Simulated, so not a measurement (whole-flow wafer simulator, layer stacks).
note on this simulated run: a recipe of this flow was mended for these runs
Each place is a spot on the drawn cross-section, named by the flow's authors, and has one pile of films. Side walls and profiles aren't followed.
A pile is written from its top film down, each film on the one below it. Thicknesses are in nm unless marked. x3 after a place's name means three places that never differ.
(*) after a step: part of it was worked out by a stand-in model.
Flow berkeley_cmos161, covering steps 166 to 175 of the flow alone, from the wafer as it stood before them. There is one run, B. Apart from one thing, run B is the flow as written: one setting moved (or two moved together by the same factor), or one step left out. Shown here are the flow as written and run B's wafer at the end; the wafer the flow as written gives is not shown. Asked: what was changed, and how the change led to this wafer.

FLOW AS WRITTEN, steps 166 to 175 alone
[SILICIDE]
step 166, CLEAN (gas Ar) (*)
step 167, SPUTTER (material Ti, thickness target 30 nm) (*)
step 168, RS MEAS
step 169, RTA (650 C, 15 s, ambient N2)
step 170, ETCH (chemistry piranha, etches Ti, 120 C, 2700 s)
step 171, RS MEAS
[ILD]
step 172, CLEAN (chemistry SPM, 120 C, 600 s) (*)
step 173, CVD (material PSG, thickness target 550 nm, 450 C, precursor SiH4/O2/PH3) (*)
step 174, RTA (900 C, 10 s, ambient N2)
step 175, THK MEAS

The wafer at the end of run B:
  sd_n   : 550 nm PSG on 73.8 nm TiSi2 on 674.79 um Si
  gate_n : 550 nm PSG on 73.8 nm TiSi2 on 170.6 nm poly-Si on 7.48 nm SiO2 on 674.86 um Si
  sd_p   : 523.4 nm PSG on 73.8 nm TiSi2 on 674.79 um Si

What caused this: step 167, SPUTTER: thickness target 41 nm was run, while the flow as written has thickness target 30 nm; step 170, ETCH: 3672 s was run, where the flow has 2700 s.

How this came from the change, step by step:
  step 167, SPUTTER (material Ti, thickness target 30 nm) (*)
      field, sd_n, spacer_n, gate_n, sd_p, spacer_p, gate_p, contact x2: Ti gains 41 (new film) (it would be, as written: Ti gains 30 (new film))
  step 169, RTA (650 C, 15 s, ambient N2)
      sd_n, sd_p, contact x2: Ti loses 32, TiSi first gains 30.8 (new film), TiSi2 C49 gains 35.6 (new film), Si loses 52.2 (it would be, as written: Ti loses 23.4, TiSi first gains 6.2 (new film), TiSi2 C49 gains 50.3 (new film), Si loses 49)
      gate_n, gate_p: Ti loses 32, TiSi first gains 30.8 (new film), TiSi2 C49 gains 35.6 (new film), poly-Si loses 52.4 (it would be, as written: Ti loses 23.4, TiSi first gains 6.2 (new film), TiSi2 C49 gains 50.3 (new film), poly-Si loses 49.2)
  step 170, ETCH (chemistry piranha, etches Ti, 120 C, 2700 s)
      sd_n, gate_n, sd_p, gate_p, contact x2: Ti loses 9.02 (all of it), TiSi first loses 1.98 (it would be, as written: Ti loses 6.6 (all of it), TiSi first loses 1.93)
      field, spacer_n, spacer_p: Ti loses 41 (all of it) (it would be, as written: Ti loses 30 (all of it))
  step 174, RTA (900 C, 10 s, ambient N2)
      sd_n, sd_p, contact x2: under 1 film: TiSi2 gains 73.8 (new film), TiSi first loses 28.8 (all of it), TiSi2 C49 loses 35.6 (all of it), Si loses 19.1 (it would be, as written: under 1 film: TiSi2 gains 53.3 (new film), TiSi first loses 4.27 (all of it), TiSi2 C49 loses 50.3 (all of it), Si loses 2.83)
      gate_n, gate_p: under 1 film: TiSi2 gains 73.8 (new film), TiSi first loses 28.8 (all of it), TiSi2 C49 loses 35.6 (all of it), poly-Si loses 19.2 (it would be, as written: under 1 film: TiSi2 gains 53.3 (new film), TiSi first loses 4.27 (all of it), TiSi2 C49 loses 50.3 (all of it), poly-Si loses 2.85)
